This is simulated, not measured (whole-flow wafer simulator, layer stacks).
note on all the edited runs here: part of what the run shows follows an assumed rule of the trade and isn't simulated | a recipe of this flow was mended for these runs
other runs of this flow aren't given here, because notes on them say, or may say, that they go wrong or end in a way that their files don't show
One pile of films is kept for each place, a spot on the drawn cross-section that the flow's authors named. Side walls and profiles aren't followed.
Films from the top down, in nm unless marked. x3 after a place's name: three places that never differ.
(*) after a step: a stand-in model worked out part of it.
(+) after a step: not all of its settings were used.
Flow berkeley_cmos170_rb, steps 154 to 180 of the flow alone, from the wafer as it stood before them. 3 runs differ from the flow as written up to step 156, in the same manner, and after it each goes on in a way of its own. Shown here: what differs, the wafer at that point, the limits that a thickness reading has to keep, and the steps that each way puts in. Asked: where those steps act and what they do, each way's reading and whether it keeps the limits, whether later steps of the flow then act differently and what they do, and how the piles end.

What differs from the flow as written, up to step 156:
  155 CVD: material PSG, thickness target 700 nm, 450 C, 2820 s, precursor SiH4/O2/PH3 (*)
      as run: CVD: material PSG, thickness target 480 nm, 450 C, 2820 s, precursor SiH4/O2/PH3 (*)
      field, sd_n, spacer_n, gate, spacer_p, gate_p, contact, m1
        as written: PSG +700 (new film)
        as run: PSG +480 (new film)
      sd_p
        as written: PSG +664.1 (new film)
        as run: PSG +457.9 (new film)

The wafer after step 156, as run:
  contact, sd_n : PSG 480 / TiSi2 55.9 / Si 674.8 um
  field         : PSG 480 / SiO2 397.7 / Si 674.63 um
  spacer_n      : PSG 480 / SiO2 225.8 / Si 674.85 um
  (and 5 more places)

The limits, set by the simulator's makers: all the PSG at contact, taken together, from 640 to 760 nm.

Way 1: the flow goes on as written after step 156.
  The reading after step 156: 480 nm, outside the limits.
  Later steps of the flow that act differently than as written (5 more steps differ only slightly, by at most 2% or 0.5 nm, whichever is larger, and aren't shown):
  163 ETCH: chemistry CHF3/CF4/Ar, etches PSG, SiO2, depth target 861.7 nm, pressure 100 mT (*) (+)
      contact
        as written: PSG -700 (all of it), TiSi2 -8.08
        this way: PSG -480 (all of it), TiSi2 -19.1
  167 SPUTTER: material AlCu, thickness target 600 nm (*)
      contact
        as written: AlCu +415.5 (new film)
        this way: AlCu +470.6 (new film)
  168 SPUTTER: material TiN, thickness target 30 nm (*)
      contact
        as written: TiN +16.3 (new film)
        this way: TiN +19.7 (new film)
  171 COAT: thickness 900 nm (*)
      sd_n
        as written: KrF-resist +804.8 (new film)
        this way: KrF-resist +866.8 (new film)
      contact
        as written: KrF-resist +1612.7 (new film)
        this way: KrF-resist +1430.9 (new film)
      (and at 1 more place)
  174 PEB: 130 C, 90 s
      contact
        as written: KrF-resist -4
        this way: KrF-resist -3.47
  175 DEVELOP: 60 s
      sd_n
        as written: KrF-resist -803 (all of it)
        this way: KrF-resist -864.9 (all of it)
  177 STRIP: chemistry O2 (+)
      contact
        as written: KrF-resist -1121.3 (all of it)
        this way: KrF-resist -940 (all of it)
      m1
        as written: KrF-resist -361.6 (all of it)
        this way: KrF-resist -405.1 (all of it)
  At the end the piles differ from the flow's by more than 2% or 0.5 nm, whichever is larger, at field, sd_n, spacer_n and 6 more.
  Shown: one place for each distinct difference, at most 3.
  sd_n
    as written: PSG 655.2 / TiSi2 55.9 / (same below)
    this way: PSG 435.2 / TiSi2 55.9 / (same below)
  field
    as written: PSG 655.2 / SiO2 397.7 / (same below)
    this way: PSG 435.2 / SiO2 397.7 / (same below)
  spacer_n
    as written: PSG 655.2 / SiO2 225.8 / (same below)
    this way: PSG 435.2 / SiO2 225.8 / (same below)

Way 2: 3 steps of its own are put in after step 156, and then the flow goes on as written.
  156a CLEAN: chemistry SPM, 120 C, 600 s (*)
      changes no film at any place that is followed
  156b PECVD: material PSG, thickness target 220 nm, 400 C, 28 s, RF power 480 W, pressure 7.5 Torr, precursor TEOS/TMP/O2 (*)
      field, sd_n, spacer_n, gate, spacer_p, gate_p, contact, m1
        PSG +220
      sd_p
        PSG +214.7
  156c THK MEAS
      changes no film at any place that is followed
  The reading after step 156c: 700 nm, within the limits.
  No later step of the flow acts differently than as written, at any place that is followed, by more than 2% or 0.5 nm, whichever is larger.
  At the end the piles differ from the flow's only slightly at the places that both follow, by at most 2% or 0.5 nm, whichever is larger.

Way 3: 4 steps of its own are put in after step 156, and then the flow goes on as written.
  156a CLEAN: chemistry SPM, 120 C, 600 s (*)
      changes no film at any place that is followed
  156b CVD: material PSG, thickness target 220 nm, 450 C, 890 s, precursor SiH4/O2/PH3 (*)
      field, sd_n, spacer_n, gate, spacer_p, gate_p, contact, m1
        PSG +220
      sd_p
        PSG +209
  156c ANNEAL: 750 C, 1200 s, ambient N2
      changes no film at any place that is followed
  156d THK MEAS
      changes no film at any place that is followed
  The reading after step 156d: 700 nm, within the limits.
  No later step of the flow acts differently than as written, at any place that is followed, by more than 2% or 0.5 nm, whichever is larger.
  At the end the piles differ from the flow's only slightly at the places that both follow, by at most 2% or 0.5 nm, whichever is larger.

Within the limits: way 2, way 3. Outside them: way 1.
